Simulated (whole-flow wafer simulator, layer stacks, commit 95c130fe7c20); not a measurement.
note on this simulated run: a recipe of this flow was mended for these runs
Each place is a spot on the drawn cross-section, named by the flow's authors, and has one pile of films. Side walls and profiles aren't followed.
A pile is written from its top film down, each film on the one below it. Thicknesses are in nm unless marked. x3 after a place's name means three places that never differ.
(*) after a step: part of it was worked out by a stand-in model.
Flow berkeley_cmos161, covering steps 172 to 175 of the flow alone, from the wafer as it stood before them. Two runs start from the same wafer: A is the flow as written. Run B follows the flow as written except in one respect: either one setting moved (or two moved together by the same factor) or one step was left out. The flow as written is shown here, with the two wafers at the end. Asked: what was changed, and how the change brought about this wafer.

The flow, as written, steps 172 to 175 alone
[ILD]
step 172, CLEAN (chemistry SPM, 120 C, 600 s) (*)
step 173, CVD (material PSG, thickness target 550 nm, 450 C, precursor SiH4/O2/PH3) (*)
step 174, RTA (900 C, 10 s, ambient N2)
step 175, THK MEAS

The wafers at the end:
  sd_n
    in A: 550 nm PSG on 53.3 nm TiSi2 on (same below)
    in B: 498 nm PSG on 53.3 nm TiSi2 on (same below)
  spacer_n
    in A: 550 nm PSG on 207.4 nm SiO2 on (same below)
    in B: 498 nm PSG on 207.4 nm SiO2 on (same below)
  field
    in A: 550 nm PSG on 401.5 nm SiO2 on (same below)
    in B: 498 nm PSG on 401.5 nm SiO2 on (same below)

What caused this: step 173, CVD: thickness target 498 nm was run, though the flow has thickness target 550 nm.
The wafer itself shows it: sd_n has PSG 498, and step 173 as written asks for 550 nm.

How this came from the change, step by step:
  step 173, CVD (material PSG, thickness target 550 nm, 450 C, precursor SiH4/O2/PH3) (*)
      field, sd_n, spacer_n, gate_n, spacer_p, gate_p, contact x2: A +550 PSG (new film) | B +498 PSG (new film)
      sd_p: A +522.4 PSG (new film) | B +473.6 PSG (new film)
